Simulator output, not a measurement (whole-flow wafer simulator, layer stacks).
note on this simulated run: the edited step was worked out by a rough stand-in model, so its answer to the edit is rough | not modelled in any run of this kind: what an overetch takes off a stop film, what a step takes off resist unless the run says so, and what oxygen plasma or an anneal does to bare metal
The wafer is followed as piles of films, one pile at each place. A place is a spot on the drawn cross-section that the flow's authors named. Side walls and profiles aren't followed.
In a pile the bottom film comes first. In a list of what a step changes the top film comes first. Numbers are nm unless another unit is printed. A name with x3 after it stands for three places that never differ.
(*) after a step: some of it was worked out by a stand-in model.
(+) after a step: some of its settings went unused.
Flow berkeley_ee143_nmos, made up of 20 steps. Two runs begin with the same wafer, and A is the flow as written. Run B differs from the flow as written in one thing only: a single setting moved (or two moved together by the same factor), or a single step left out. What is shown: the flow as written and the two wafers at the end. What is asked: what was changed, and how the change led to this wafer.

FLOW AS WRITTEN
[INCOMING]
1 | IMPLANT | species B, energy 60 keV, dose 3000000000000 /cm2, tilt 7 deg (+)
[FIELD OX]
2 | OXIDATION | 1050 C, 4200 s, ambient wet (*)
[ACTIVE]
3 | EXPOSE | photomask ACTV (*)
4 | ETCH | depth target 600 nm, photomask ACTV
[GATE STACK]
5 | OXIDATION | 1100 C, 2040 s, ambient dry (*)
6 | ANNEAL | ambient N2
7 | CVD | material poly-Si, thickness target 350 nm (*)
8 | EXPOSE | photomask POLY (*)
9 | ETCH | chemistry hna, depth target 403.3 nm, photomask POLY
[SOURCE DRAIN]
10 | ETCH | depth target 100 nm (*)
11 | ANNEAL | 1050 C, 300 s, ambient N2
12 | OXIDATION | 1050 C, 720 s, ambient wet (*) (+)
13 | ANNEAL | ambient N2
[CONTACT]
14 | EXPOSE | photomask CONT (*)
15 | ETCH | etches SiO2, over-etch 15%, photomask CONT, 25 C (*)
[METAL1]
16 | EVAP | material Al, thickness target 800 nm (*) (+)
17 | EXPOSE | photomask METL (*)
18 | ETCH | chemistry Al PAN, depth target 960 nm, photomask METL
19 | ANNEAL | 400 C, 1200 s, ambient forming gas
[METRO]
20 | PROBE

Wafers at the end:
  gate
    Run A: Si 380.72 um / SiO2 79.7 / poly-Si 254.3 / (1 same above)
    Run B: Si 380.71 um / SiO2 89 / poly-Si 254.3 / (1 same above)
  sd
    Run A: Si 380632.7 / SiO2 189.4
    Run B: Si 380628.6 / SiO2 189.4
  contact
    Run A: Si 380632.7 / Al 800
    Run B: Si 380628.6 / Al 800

What caused this: step 5, OXIDATION: 2448 s was run, though the flow has 2040 s.

Step by step, how the change led to this:
  5 | OXIDATION | 1100 C, 2040 s, ambient dry (*)
      gate, sd, contact: A SiO2 gains 79.7 (new film), Si loses 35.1 | B SiO2 gains 89 (new film), Si loses 39.1
      field: A SiO2 gains 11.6, Si loses 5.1 | B SiO2 gains 13.9, Si loses 6.11
  10 | ETCH | depth target 100 nm (*)
      sd, contact: A SiO2 loses 79.7 (all of it) | B SiO2 loses 89 (all of it)
